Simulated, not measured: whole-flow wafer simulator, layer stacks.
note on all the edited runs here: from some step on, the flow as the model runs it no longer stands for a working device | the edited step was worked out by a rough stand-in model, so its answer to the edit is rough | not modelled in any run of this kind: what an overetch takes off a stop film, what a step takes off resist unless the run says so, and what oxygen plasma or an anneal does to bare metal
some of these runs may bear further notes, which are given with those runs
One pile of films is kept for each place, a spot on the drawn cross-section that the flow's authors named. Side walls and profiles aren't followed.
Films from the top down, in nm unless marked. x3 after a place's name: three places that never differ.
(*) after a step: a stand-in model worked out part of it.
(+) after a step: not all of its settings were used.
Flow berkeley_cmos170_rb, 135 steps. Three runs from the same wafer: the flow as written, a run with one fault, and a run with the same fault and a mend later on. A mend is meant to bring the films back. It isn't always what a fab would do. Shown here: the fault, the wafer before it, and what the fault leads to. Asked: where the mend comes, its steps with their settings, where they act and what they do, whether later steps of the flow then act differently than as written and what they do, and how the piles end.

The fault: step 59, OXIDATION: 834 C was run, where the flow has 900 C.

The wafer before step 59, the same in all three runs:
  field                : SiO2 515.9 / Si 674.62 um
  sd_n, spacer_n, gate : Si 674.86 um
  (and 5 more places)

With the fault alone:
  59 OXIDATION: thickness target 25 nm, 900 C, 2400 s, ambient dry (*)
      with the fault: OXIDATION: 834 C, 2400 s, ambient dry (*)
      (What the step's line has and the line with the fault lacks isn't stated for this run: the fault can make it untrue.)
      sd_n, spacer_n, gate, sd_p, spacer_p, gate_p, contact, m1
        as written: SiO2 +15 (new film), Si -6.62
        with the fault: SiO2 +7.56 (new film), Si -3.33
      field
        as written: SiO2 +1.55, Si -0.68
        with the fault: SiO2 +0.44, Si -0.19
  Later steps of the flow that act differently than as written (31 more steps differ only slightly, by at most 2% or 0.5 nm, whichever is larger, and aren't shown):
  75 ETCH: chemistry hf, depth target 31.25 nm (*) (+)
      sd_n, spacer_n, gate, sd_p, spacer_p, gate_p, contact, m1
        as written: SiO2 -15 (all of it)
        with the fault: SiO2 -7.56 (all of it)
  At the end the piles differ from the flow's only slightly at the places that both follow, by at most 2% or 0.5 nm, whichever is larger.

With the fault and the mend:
  The mend comes after step 60.
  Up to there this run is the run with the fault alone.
  60a OXIDATION: 900 C, 1577 s, ambient dry (*) (the flow's step 59 once more, with other settings)
      sd_n, spacer_n, gate, sd_p, spacer_p, gate_p, contact, m1
        SiO2 +7.45, Si -3.28
      field
        SiO2 +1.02, Si -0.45
  No later step of the flow acts differently than as written, at any place that is followed, by more than 2% or 0.5 nm, whichever is larger.
  At the end the piles differ from the flow's only slightly at the places that both follow, by at most 2% or 0.5 nm, whichever is larger.
